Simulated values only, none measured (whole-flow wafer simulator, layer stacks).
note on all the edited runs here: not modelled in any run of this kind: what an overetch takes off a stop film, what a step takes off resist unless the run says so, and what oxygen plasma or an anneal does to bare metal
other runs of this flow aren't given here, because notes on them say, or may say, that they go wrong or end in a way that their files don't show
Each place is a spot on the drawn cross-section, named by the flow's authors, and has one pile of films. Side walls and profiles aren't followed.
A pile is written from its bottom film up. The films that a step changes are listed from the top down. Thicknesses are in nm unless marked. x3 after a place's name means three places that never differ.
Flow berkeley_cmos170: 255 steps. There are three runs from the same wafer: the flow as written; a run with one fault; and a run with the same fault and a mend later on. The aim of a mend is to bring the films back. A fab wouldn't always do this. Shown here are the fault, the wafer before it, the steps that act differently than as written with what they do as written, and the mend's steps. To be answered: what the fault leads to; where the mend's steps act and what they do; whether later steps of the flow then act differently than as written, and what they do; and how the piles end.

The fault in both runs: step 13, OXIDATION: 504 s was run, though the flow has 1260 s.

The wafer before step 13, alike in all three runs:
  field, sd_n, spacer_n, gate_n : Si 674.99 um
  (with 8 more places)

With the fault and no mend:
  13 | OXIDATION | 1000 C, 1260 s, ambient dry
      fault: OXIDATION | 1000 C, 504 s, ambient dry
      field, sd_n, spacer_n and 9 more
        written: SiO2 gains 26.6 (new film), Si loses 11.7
        fault: SiO2 gains 16.3 (new film), Si loses 7.16
  Steps later in the flow that act otherwise than as written:
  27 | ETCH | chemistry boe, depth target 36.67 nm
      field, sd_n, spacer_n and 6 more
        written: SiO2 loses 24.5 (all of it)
        fault: SiO2 loses 14.2 (all of it)
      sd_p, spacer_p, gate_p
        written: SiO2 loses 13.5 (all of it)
        fault: SiO2 loses 3.2 (all of it)
  At the end the piles are close to the flow's at the places that both follow, differing by at most 2% or 0.5 nm, whichever is larger.

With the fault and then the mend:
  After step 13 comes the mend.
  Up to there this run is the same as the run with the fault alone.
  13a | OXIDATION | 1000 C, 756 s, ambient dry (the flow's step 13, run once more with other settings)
      field, sd_n, spacer_n and 9 more
        SiO2 gains 10.3, Si loses 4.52
  None of the later steps of the flow acts differently than as written at any place that is followed.
  The piles end the same as the flow's at every place that both follow.
